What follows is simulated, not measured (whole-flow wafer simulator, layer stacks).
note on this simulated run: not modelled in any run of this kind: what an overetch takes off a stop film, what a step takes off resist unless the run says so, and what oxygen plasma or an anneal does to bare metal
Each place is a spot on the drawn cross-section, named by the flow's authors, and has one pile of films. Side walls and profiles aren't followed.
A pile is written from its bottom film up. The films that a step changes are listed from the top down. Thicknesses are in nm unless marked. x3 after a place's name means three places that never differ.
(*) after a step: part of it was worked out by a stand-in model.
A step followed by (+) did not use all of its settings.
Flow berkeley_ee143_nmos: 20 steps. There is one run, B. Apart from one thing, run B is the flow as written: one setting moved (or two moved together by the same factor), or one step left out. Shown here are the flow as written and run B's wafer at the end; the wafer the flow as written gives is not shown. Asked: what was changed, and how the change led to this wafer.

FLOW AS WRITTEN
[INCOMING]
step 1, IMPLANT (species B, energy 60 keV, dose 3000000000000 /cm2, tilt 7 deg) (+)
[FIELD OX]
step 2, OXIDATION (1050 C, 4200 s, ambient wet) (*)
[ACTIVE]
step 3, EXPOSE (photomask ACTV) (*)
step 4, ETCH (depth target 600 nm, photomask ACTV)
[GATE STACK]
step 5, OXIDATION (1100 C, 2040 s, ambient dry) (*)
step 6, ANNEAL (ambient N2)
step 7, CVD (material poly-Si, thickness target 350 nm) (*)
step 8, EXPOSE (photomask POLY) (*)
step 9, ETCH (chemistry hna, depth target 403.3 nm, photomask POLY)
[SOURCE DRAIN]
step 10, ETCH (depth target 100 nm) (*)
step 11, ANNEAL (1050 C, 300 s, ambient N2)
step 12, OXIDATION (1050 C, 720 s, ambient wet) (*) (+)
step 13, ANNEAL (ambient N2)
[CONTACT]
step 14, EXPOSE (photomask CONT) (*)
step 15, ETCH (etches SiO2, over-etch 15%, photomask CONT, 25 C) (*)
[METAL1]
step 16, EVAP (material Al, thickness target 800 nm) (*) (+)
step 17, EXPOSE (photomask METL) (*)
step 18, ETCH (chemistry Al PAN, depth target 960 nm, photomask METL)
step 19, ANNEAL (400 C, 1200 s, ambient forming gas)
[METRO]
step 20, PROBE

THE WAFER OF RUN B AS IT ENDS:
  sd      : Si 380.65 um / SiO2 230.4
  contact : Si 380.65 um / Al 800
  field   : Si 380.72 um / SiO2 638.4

Cause: step 10, ETCH: depth target 100 nm (*), was not run.

How this came from the change, step by step:
  step 12, OXIDATION (1050 C, 720 s, ambient wet) (*) (+)
      sd, contact: SiO2 gains 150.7, Si loses 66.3 (it would be, as written: SiO2 gains 189.4 (new film), Si loses 83.4)
      field: SiO2 gains 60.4, Si loses 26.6 (it would be, as written: SiO2 gains 69.1, Si loses 30.4)
  step 15, ETCH (etches SiO2, over-etch 15%, photomask CONT, 25 C) (*)
      contact: SiO2 loses 230.4 (all of it) (it would be, as written: SiO2 loses 189.4 (all of it))
